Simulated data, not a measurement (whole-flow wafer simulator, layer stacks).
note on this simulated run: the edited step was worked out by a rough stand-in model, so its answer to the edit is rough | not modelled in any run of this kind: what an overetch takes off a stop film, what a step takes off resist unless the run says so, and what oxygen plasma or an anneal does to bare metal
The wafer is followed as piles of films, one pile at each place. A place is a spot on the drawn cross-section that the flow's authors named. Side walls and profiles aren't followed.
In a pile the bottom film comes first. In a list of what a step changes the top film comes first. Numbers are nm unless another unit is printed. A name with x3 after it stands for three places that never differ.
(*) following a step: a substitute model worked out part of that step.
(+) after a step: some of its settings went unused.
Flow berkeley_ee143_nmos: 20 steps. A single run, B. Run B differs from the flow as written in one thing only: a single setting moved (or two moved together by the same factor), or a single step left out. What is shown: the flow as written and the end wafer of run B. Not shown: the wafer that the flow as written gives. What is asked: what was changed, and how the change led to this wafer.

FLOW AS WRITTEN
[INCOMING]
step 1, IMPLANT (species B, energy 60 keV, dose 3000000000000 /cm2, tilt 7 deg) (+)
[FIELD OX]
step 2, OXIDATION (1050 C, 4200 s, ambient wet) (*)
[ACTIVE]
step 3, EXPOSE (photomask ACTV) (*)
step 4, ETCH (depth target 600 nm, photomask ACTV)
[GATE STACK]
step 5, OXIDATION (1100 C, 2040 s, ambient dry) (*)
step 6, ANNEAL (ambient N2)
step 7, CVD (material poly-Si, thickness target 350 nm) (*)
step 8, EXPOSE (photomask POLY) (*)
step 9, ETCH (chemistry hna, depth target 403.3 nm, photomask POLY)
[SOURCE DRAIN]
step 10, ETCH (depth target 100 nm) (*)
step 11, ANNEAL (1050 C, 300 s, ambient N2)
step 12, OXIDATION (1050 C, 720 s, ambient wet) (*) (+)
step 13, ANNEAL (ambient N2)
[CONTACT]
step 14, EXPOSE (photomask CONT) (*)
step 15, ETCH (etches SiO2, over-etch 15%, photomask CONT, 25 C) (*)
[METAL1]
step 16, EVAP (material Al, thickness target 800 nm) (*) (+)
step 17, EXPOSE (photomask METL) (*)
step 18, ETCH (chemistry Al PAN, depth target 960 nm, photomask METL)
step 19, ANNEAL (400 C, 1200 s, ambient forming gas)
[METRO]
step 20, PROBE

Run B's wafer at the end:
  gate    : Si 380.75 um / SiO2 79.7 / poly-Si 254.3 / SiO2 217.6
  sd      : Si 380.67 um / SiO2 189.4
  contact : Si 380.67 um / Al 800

What caused this: step 2, OXIDATION: 3209 s was run, while the flow as written has 4200 s.

The path from the change to this, step by step:
  step 2, OXIDATION (1050 C, 4200 s, ambient wet) (*)
      gate, sd, contact, field: +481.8 SiO2 (new film), -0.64 chemical SiO2 (all of it), -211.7 Si (in the flow as written it would be: +566.4 SiO2 (new film), -0.64 chemical SiO2 (all of it), -248.9 Si)
  step 4, ETCH (depth target 600 nm, photomask ACTV)
      gate, sd, contact: -481.8 SiO2 (all of it) (in the flow as written it would be: -566.4 SiO2 (all of it))
  step 5, OXIDATION (1100 C, 2040 s, ambient dry) (*)
      field: +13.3 SiO2, -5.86 Si (in the flow as written it would be: +11.6 SiO2, -5.1 Si)
  step 12, OXIDATION (1050 C, 720 s, ambient wet) (*) (+)
      field: +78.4 SiO2, -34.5 Si (in the flow as written it would be: +69.1 SiO2, -30.4 Si)
